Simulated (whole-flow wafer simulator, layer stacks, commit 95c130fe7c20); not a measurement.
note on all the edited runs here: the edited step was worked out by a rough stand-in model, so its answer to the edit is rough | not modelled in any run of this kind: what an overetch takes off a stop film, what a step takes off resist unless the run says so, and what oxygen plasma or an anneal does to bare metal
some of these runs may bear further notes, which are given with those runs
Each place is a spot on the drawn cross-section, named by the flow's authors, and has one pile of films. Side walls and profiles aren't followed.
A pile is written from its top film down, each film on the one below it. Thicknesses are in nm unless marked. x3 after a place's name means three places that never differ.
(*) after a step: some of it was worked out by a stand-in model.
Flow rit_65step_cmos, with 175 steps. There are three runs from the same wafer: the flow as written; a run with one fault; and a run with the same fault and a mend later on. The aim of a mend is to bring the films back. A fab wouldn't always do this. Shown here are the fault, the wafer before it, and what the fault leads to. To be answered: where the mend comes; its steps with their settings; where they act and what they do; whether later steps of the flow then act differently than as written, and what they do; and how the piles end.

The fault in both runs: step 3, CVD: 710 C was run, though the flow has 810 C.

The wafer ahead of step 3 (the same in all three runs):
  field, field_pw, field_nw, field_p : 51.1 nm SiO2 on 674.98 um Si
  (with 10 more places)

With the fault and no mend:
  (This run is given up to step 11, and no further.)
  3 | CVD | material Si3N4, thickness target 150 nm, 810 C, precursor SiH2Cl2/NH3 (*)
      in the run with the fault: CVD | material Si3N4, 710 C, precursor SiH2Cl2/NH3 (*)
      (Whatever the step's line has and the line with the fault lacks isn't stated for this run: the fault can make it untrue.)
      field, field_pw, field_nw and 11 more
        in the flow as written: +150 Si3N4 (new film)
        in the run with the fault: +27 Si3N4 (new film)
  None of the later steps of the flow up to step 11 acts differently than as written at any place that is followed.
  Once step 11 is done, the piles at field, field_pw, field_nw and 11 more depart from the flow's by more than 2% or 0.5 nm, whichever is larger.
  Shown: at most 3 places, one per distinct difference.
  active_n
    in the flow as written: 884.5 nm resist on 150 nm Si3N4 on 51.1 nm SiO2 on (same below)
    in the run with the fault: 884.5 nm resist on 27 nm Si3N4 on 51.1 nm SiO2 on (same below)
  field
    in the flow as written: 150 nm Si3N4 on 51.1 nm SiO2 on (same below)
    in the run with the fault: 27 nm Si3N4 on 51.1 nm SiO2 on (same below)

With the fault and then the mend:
  The mend stands after step 4.
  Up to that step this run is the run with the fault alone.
  4a | CVD | material Si3N4, thickness target 123 nm, 810 C, precursor SiH2Cl2/NH3 (*) (the flow's step 3 again, with other settings)
      field, field_pw, field_nw and 11 more
        +123 Si3N4
  None of the later steps of the flow differs from how it acts as written, at any place that is followed, by more than 2% or 0.5 nm, whichever is larger.
  At every place that both follow, the piles at the end match the flow's.
